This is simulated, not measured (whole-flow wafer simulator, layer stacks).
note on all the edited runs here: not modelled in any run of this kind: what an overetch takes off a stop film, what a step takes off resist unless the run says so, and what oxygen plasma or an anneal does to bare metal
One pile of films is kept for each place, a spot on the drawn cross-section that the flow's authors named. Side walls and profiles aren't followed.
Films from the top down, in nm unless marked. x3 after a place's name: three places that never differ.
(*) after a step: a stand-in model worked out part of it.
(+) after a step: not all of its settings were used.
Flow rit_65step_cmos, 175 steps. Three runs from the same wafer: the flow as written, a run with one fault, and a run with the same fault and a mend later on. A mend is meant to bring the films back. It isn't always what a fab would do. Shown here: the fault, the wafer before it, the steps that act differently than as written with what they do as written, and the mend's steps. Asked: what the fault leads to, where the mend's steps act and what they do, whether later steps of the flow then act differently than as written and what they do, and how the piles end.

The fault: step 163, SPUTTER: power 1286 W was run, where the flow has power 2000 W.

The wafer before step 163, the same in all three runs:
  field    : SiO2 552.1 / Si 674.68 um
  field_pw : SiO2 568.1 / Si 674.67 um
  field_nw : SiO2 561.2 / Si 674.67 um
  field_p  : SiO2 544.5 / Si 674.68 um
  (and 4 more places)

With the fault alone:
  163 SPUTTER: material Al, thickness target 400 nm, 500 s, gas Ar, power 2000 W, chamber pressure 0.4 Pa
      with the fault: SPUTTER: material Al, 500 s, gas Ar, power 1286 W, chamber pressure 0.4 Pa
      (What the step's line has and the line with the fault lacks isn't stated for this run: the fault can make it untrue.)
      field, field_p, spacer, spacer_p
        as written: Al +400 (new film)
        with the fault: Al +257.2 (new film)
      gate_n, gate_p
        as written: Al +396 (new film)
        with the fault: Al +257.2 (new film)
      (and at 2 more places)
  Later steps of the flow that act differently than as written (3 more steps differ only slightly, by at most 2% or 0.5 nm, whichever is larger, and aren't shown):
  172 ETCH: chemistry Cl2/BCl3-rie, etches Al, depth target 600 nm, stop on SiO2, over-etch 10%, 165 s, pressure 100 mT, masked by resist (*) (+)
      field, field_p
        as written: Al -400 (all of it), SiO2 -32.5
        with the fault: Al -257.2 (all of it), SiO2 -50.4
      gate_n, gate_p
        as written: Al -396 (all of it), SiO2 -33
        with the fault: Al -257.2 (all of it), SiO2 -50.3
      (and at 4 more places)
  At the end the piles differ from the flow's by more than 2% or 0.5 nm, whichever is larger, at field, field_pw, field_nw, field_p, gate_n, gate_p, spacer, spacer_p.
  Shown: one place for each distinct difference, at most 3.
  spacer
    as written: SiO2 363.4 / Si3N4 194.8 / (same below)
    with the fault: SiO2 345.6 / Si3N4 194.8 / (same below)
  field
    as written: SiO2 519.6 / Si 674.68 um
    with the fault: SiO2 501.8 / Si 674.68 um
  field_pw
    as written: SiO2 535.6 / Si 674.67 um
    with the fault: SiO2 517.8 / Si 674.67 um

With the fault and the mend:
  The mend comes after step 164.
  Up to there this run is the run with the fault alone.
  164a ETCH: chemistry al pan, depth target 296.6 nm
      field, field_p, gate_n, gate_p, spacer, spacer_p
        Al -257.2 (all of it)
      field_pw, field_nw
        Al -257 (all of it)
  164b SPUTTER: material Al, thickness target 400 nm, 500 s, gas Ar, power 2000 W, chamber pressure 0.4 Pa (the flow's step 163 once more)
      field, field_pw, field_p, spacer, spacer_p
        Al +400 (new film)
      gate_n, gate_p
        Al +396 (new film)
      field_nw
        Al +397.2 (new film)
  No later step of the flow acts differently than as written at any place that is followed.
  At the end the piles are the same as the flow's at every place that both follow.
